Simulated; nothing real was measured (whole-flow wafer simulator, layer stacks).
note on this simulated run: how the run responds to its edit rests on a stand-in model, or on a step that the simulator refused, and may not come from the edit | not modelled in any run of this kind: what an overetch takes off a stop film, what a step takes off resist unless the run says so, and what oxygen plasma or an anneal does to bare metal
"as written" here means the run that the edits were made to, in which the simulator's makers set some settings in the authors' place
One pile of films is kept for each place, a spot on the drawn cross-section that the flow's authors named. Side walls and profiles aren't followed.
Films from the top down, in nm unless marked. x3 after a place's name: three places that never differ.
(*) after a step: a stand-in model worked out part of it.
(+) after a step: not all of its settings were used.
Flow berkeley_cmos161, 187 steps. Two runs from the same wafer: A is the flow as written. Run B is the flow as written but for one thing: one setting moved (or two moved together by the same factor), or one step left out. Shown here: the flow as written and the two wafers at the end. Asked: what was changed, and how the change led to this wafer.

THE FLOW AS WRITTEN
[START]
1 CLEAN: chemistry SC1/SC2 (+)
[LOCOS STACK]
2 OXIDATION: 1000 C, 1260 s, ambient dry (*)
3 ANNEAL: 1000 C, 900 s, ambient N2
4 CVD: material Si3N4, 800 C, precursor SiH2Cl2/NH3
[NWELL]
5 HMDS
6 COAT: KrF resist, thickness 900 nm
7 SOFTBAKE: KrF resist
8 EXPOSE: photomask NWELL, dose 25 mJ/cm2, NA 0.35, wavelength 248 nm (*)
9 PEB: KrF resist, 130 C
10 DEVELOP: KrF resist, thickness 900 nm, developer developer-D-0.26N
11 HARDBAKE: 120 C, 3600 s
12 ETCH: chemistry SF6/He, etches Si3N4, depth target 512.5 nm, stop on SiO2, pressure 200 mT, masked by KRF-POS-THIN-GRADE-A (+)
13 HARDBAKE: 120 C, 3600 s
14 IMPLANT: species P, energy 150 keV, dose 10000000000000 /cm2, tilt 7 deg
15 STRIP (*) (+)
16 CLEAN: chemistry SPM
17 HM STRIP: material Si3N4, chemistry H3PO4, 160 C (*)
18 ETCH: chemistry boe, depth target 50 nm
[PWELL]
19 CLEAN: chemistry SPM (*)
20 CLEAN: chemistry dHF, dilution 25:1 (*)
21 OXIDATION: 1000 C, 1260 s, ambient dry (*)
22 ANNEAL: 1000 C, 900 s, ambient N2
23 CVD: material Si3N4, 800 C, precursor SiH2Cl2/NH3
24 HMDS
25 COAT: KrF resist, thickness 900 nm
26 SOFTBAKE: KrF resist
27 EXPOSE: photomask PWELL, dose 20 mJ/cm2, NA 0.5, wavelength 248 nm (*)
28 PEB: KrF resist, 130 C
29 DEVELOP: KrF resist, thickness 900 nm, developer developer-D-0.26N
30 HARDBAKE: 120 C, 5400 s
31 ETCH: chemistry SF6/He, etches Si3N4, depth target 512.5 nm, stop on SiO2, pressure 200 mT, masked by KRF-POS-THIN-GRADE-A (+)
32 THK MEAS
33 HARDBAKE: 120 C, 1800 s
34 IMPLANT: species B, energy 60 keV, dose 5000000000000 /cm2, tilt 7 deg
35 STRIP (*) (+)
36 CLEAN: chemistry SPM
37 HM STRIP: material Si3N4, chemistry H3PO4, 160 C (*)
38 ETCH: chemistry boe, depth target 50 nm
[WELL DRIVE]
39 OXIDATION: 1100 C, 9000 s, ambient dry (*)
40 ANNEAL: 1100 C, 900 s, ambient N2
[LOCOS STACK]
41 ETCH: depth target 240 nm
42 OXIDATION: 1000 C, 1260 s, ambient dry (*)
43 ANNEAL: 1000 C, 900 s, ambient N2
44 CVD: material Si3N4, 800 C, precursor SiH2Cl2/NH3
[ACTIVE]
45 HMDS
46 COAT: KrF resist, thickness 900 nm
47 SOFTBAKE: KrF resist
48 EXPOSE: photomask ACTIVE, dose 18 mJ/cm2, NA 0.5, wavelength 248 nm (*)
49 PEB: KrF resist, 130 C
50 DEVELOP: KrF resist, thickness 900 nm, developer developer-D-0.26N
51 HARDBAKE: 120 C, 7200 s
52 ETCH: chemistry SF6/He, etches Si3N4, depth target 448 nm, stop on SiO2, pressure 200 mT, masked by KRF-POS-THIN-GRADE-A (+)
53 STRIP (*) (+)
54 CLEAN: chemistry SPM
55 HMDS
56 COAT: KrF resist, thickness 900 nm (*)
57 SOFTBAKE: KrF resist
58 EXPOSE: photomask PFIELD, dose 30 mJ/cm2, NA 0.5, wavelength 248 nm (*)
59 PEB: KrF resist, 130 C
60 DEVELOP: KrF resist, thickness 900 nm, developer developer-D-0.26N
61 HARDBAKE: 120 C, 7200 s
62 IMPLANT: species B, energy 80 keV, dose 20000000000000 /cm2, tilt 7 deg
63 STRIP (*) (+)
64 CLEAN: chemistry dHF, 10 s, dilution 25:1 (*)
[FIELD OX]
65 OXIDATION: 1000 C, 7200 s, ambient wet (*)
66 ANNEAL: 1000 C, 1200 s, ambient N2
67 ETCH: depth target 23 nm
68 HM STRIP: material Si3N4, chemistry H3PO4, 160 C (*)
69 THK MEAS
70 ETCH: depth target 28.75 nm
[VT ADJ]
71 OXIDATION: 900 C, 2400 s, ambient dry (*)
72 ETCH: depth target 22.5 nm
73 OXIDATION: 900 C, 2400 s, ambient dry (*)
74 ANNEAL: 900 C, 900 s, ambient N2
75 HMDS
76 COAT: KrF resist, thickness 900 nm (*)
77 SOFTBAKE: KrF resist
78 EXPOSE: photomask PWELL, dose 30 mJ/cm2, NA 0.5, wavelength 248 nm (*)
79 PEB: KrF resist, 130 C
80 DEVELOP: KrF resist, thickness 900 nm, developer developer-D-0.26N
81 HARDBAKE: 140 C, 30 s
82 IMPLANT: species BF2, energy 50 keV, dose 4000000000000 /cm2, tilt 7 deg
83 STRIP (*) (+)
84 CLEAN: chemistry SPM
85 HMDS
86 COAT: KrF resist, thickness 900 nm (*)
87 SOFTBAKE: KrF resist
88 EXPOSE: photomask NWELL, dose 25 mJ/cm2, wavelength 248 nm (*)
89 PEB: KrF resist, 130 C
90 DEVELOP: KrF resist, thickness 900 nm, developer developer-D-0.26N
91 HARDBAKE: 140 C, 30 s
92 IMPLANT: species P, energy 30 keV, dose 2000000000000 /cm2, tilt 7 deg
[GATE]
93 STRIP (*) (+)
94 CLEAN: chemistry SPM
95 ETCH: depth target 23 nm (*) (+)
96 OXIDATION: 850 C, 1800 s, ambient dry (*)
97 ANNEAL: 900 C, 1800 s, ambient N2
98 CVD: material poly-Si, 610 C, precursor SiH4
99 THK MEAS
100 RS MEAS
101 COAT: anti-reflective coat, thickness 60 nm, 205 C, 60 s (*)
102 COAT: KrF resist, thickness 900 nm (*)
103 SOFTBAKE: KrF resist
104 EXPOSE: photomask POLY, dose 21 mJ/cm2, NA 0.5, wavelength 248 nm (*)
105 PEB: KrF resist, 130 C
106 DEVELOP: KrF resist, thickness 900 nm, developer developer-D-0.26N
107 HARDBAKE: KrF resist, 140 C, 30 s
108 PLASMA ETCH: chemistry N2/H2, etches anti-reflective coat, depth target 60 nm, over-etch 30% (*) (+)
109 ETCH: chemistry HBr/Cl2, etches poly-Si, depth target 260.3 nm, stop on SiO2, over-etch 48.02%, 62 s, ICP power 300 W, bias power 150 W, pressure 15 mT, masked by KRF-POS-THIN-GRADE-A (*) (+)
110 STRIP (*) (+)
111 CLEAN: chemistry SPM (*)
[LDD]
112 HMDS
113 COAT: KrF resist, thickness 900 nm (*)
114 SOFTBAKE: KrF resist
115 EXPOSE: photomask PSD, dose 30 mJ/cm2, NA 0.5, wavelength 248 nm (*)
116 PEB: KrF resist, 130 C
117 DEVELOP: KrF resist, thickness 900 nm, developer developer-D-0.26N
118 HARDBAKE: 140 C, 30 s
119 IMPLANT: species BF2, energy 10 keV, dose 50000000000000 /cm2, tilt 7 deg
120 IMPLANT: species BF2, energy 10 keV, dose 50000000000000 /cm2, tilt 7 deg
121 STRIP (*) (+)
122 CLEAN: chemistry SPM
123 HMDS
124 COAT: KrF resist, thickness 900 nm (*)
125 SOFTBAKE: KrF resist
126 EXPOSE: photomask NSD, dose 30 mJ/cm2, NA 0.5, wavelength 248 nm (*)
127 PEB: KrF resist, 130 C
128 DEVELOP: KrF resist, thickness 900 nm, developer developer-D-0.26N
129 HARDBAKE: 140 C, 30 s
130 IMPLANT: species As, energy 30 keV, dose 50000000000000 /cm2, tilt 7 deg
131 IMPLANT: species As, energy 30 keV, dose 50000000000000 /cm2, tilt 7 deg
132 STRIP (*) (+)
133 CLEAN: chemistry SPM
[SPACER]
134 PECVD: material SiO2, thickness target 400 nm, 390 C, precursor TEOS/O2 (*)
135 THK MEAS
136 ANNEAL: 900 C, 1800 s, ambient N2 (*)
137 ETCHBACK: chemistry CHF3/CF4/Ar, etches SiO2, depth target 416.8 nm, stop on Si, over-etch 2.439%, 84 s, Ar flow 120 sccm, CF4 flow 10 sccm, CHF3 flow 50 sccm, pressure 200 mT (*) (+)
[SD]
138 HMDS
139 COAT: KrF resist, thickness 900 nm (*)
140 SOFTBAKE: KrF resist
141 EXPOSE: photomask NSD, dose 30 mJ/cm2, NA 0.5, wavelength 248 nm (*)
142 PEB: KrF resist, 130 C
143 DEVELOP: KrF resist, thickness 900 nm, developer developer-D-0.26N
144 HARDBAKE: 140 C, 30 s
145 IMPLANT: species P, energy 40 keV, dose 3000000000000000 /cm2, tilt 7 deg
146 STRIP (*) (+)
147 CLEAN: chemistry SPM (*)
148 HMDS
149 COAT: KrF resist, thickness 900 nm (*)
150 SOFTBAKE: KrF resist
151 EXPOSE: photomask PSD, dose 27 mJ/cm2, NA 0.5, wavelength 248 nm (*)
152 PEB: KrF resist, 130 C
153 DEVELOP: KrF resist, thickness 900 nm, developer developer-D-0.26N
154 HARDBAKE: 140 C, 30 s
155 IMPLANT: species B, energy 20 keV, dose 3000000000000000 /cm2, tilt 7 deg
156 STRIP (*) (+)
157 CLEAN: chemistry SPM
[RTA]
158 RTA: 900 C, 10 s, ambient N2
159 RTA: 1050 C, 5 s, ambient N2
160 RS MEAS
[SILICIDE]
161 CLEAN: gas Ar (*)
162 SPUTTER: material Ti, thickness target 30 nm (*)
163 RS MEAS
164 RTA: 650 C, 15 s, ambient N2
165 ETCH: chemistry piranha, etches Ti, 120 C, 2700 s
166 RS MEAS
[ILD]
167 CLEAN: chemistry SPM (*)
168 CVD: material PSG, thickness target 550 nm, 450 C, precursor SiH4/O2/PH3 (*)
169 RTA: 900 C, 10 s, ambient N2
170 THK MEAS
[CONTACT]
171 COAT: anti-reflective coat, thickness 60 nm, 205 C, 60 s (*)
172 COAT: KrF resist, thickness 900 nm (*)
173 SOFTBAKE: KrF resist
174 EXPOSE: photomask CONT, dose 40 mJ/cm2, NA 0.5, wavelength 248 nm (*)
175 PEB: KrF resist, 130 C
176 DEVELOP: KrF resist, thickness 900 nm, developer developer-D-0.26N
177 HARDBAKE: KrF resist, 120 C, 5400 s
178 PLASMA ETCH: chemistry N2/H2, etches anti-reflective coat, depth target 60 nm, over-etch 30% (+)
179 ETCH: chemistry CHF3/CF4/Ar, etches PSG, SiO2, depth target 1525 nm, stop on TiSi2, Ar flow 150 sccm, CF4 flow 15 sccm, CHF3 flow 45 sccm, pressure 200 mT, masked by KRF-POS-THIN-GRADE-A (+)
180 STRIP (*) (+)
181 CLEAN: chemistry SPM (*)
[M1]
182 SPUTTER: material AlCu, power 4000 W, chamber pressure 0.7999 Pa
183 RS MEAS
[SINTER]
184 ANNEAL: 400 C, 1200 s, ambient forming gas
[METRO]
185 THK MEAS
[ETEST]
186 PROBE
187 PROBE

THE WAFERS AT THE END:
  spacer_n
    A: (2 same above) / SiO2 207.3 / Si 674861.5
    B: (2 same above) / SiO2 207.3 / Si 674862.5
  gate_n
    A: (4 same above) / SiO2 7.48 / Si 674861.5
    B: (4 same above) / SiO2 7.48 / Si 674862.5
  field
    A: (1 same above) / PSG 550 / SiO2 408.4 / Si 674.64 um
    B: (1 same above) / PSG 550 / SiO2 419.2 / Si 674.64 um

The cause: step 70, ETCH: depth target 17.88 nm was run, where the flow has depth target 28.75 nm.

How the change led to this, step by step:
  70 ETCH: depth target 28.75 nm
      spacer_n, gate_n, spacer_p, gate_p, contact, m1: A SiO2 -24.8 (all of it) | B SiO2 -17.9
      sd_n, sd_p: A SiO2 -25 (all of it) | B SiO2 -17.9
      (and at 1 more place)
  71 OXIDATION: 900 C, 2400 s, ambient dry (*)
      spacer_n, gate_n, spacer_p, gate_p, contact, m1: A SiO2 +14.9 (new film), Si -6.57 | B SiO2 +12.6, Si -5.55
      sd_n, sd_p: A SiO2 +14.9 (new film), Si -6.57 | B SiO2 +12.6, Si -5.53
  72 ETCH: depth target 22.5 nm
      spacer_n, gate_n, spacer_p, gate_p, contact, m1: A SiO2 -14.9 (all of it) | B SiO2 -19.5 (all of it)
      sd_n, sd_p: A SiO2 -14.9 (all of it) | B SiO2 -19.7 (all of it)
  101 COAT: anti-reflective coat, thickness 60 nm, 205 C, 60 s (*)
      sd_n: A anti-reflective coat +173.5 (new film) | B anti-reflective coat +181.5 (new film)
      spacer_n: A anti-reflective coat +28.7 (new film) | B anti-reflective coat +26.9 (new film)
      (and at 4 more places)
  108 PLASMA ETCH: chemistry N2/H2, etches anti-reflective coat, depth target 60 nm, over-etch 30% (*) (+)
      sd_n: A anti-reflective coat -173.5 (all of it), poly-Si -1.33 | B anti-reflective coat -181.5 (all of it), poly-Si -1.4
      spacer_n: A anti-reflective coat -28.7 (all of it), poly-Si -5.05 | B anti-reflective coat -26.9 (all of it), poly-Si -5.36
      (and at 2 more places)
  110 STRIP (*) (+)
      gate_n: A chemical SiO2 +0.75 (new film), KrF resist -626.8 (all of it), anti-reflective coat -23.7 (all of it), poly-Si -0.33 | B chemical SiO2 +0.75 (new film), KrF resist -633.3 (all of it), anti-reflective coat -21.9 (all of it), poly-Si -0.33
      gate_p: A chemical SiO2 +0.75 (new film), KrF resist -598.2 (all of it), anti-reflective coat -27.9 (all of it), poly-Si -0.33 | B chemical SiO2 +0.75 (new film), KrF resist -602 (all of it), anti-reflective coat -27 (all of it), poly-Si -0.33
  171 COAT: anti-reflective coat, thickness 60 nm, 205 C, 60 s (*)
      sd_n: A anti-reflective coat +149.7 (new film) | B anti-reflective coat +157.8 (new film)
      m1: A anti-reflective coat +97.8 (new film) | B anti-reflective coat +100.2 (new film)
  180 STRIP (*) (+)
      sd_n: A KrF resist -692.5 (all of it), anti-reflective coat -149.7 (all of it) | B KrF resist -690.7 (all of it), anti-reflective coat -157.8 (all of it)
      m1: A KrF resist -739.9 (all of it), anti-reflective coat -97.8 (all of it) | B KrF resist -743.5 (all of it), anti-reflective coat -100.2 (all of it)
